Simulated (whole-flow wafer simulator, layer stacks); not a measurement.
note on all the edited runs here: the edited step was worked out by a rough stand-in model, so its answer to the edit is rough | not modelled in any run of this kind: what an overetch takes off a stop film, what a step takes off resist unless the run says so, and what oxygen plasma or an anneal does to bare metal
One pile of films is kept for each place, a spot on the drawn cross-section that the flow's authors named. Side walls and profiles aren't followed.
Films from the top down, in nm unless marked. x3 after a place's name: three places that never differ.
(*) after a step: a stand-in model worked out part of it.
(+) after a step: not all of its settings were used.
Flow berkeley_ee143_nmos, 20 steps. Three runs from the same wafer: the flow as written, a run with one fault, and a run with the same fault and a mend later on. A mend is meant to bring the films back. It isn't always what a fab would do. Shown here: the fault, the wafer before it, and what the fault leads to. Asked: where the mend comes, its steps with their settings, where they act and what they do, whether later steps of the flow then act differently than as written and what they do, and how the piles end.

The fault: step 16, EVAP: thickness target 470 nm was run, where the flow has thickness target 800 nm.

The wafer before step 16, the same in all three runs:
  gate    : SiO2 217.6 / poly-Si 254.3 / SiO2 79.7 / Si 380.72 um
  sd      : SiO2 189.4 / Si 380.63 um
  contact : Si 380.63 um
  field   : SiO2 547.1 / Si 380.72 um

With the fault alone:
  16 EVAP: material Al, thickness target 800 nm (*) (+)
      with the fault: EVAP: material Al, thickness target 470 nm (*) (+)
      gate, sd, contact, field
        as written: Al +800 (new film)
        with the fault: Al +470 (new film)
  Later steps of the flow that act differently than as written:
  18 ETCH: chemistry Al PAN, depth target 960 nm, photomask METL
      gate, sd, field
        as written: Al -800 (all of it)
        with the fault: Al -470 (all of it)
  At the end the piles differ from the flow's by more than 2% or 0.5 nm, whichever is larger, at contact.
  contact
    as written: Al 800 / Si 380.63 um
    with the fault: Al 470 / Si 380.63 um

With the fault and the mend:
  The mend comes after step 16.
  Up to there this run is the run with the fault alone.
  16a EVAP: material Al, thickness target 330 nm (*) (+) (the flow's step 16 once more, with other settings)
      gate, sd, contact, field
        Al +330
  No later step of the flow acts differently than as written at any place that is followed.
  At the end the piles are the same as the flow's at every place that both follow.
